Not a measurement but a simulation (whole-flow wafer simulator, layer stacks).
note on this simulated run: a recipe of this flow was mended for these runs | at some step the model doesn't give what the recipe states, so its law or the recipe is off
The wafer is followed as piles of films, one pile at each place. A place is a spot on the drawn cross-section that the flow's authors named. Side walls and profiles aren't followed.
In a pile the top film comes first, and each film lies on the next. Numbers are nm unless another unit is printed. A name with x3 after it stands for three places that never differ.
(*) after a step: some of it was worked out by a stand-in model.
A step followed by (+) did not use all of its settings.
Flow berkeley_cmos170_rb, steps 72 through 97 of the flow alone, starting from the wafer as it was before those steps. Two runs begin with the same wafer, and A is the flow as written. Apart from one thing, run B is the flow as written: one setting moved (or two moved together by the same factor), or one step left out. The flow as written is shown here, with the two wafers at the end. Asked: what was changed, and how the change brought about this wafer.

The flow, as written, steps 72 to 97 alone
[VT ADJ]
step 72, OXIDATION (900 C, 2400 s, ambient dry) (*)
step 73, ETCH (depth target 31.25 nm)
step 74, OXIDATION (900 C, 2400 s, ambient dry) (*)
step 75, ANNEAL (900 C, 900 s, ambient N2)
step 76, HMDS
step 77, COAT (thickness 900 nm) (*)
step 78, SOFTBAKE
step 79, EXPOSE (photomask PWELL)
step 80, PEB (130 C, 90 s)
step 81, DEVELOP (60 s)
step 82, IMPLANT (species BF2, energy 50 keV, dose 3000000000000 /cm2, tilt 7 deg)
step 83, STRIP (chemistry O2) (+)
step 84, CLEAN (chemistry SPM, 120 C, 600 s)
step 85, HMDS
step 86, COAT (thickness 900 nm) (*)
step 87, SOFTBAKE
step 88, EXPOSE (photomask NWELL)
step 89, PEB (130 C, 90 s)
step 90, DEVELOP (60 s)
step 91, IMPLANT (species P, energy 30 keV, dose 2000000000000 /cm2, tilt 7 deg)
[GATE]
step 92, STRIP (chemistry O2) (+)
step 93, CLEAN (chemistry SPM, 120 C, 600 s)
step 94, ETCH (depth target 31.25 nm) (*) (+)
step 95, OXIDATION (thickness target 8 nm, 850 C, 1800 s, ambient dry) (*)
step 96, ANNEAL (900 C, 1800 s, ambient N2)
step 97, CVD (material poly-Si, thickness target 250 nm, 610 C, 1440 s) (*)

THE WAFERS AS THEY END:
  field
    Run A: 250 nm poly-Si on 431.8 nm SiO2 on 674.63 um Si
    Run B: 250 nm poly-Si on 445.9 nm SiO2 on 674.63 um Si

The reason: step 73, ETCH: depth target 17.19 nm was run, whereas the flow has depth target 31.25 nm.

Step by step, how the change led to this:
  step 73, ETCH (depth target 31.25 nm)
      field: A SiO2 loses 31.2 | B SiO2 loses 17.2
